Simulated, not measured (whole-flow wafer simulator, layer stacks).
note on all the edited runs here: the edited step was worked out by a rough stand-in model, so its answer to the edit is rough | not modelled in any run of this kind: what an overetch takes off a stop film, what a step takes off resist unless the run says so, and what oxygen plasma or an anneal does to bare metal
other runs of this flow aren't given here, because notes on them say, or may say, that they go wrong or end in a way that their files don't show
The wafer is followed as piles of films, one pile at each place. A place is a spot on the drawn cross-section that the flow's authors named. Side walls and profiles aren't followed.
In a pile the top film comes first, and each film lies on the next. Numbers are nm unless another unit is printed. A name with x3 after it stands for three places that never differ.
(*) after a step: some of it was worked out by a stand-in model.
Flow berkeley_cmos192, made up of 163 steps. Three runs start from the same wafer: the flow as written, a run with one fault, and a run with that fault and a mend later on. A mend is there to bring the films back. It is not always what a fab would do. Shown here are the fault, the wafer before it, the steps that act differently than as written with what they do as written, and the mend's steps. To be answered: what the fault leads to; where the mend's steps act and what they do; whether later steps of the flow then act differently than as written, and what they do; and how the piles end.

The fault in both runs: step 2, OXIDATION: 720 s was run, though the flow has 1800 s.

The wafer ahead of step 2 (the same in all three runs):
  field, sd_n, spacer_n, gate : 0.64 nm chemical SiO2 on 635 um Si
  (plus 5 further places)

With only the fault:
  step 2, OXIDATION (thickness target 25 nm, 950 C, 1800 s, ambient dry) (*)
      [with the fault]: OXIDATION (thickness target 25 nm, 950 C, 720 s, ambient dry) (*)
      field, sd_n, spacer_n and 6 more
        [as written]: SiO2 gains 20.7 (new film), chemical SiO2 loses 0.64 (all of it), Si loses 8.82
        [with the fault]: SiO2 gains 12 (new film), chemical SiO2 loses 0.64 (all of it), Si loses 4.98
  Steps further on in the flow that do not act as written:
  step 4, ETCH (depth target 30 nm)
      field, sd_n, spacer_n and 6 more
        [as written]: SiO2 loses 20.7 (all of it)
        [with the fault]: SiO2 loses 12 (all of it)
  At the end the piles are close to the flow's at the places that both follow, differing by at most 2% or 0.5 nm, whichever is larger.

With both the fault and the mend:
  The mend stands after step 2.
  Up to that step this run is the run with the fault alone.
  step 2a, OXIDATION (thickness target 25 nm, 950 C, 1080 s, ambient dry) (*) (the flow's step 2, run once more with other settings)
      field, sd_n, spacer_n and 6 more
        SiO2 gains 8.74, Si loses 3.84
  None of the later steps of the flow acts differently than as written at any place that is followed.
  At every place that both follow, the piles at the end match the flow's.
